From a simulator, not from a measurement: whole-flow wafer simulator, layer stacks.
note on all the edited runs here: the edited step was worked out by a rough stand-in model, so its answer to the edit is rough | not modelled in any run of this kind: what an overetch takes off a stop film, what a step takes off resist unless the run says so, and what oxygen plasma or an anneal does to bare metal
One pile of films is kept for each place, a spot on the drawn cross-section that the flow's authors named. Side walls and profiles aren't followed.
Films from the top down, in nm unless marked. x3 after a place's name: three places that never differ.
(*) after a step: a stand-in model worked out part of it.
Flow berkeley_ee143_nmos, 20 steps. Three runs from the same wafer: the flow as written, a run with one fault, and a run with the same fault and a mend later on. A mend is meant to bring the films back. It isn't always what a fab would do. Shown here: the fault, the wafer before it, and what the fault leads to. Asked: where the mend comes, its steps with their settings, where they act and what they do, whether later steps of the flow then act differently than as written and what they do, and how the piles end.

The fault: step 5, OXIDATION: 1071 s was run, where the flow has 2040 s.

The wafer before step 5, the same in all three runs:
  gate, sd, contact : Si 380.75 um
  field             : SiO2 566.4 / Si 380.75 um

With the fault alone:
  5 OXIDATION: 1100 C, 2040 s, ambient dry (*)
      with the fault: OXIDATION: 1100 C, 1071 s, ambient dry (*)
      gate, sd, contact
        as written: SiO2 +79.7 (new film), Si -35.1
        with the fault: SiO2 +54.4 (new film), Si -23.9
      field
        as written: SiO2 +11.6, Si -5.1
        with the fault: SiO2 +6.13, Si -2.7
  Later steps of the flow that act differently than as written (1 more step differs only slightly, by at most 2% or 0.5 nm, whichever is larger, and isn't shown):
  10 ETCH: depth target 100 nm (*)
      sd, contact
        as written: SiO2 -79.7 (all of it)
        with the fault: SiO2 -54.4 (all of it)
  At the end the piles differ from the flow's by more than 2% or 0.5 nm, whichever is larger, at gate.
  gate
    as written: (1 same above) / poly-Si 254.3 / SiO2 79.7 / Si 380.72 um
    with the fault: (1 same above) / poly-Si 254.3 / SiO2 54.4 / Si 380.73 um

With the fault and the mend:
  The mend comes after step 5.
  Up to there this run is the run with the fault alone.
  5a OXIDATION: 1100 C, 969 s, ambient dry (*) (the flow's step 5 once more, with other settings)
      gate, sd, contact
        SiO2 +25.4, Si -11.2
      field
        SiO2 +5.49, Si -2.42
  No later step of the flow acts differently than as written, at any place that is followed, by more than 2% or 0.5 nm, whichever is larger.
  At the end the piles differ from the flow's only slightly at the places that both follow, by at most 2% or 0.5 nm, whichever is larger.
